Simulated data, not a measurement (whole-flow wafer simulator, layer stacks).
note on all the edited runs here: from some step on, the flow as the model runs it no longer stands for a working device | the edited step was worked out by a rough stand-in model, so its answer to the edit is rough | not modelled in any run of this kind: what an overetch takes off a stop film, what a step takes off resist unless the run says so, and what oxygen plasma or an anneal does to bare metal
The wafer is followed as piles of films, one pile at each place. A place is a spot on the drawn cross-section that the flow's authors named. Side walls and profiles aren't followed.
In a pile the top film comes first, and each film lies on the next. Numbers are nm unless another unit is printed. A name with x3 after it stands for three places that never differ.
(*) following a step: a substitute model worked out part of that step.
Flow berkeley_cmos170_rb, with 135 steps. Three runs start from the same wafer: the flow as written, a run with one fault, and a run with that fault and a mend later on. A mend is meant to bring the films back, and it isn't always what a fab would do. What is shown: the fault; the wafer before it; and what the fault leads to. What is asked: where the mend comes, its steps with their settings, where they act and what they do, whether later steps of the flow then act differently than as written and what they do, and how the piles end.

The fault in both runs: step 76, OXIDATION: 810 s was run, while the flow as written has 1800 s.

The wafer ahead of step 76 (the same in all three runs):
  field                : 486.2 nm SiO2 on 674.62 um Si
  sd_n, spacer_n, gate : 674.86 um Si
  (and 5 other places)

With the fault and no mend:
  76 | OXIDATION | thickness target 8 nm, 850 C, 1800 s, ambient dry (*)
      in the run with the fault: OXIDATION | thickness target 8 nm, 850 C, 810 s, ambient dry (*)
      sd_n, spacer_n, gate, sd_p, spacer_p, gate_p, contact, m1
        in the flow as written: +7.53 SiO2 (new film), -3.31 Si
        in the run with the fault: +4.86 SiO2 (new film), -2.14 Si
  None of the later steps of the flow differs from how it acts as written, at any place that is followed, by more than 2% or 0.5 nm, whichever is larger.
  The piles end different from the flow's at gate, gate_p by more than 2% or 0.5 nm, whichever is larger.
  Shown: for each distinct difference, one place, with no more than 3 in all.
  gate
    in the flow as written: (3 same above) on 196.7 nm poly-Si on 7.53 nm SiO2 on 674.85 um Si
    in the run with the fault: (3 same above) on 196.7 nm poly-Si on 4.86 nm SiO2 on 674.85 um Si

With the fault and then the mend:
  After step 76 comes the mend.
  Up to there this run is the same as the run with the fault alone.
  76a | OXIDATION | thickness target 8 nm, 850 C, 990 s, ambient dry (*) (the flow's step 76 again, with other settings)
      sd_n, spacer_n, gate, sd_p, spacer_p, gate_p, contact, m1
        +2.67 SiO2, -1.18 Si
      field
        +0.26 SiO2, -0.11 Si
  None of the later steps of the flow acts differently than as written at any place that is followed.
  The piles end the same as the flow's at every place that both follow.
